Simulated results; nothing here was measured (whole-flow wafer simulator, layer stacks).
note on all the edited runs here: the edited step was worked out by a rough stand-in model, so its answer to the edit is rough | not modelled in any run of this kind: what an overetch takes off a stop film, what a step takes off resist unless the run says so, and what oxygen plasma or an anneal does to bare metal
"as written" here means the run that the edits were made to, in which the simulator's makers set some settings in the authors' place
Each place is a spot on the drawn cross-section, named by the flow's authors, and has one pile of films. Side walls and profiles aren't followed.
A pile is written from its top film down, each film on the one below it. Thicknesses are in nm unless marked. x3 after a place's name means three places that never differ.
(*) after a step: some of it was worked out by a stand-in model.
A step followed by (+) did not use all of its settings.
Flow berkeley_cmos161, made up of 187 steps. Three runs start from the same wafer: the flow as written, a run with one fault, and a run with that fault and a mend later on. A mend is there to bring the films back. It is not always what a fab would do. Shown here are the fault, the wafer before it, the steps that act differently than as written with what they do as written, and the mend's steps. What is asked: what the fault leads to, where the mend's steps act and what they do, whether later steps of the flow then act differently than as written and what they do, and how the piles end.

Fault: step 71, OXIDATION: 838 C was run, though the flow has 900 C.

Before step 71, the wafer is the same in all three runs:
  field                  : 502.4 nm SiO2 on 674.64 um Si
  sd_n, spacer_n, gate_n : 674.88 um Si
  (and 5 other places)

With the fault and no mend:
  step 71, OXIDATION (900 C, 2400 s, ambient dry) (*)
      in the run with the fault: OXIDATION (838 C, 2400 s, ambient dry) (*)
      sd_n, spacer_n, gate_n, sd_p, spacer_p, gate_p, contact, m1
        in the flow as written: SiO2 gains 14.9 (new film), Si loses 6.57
        in the run with the fault: SiO2 gains 7.84 (new film), Si loses 3.45
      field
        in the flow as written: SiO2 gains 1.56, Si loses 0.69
        in the run with the fault: SiO2 gains 0.48, Si loses 0.21
  Later steps of the flow acting differently than as written (45 more steps, not shown, differ only slightly: by at most 2% or 0.5 nm, whichever is larger):
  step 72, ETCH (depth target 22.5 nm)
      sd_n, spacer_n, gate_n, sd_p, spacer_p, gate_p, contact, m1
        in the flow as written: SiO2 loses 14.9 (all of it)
        in the run with the fault: SiO2 loses 7.84 (all of it)
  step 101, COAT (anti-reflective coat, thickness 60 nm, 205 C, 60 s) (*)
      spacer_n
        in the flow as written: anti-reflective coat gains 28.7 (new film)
        in the run with the fault: anti-reflective coat gains 29.4 (new film)
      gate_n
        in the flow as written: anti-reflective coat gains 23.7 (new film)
        in the run with the fault: anti-reflective coat gains 24.4 (new film)
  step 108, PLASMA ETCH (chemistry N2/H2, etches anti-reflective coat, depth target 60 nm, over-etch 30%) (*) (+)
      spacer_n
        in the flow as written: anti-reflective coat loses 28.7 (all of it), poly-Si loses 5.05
        in the run with the fault: anti-reflective coat loses 29.4 (all of it), poly-Si loses 4.94
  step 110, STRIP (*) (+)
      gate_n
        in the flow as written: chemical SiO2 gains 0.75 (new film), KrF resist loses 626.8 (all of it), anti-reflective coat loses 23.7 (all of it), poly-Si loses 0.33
        in the run with the fault: chemical SiO2 gains 0.75 (new film), KrF resist loses 624.5 (all of it), anti-reflective coat loses 24.4 (all of it), poly-Si loses 0.33
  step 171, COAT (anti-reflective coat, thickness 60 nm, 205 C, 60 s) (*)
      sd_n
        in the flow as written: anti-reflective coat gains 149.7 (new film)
        in the run with the fault: anti-reflective coat gains 146.6 (new film)
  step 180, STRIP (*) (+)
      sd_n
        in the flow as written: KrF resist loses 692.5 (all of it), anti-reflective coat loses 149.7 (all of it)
        in the run with the fault: KrF resist loses 693 (all of it), anti-reflective coat loses 146.6 (all of it)
  When the end is reached, the piles differ only a little from the flow's at the places that both follow, at most by 2% or 0.5 nm, whichever is larger.

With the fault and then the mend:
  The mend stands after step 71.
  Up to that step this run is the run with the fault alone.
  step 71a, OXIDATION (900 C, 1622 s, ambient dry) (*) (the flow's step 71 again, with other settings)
      sd_n, spacer_n, gate_n, sd_p, spacer_p, gate_p, contact, m1
        SiO2 gains 7.07, Si loses 3.11
      field
        SiO2 gains 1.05, Si loses 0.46
  Later steps of the flow that are run all act as written at every place that is followed, up to a difference of at most 2% or 0.5 nm, whichever is larger.
  At every place that both follow, the piles at the end match the flow's.
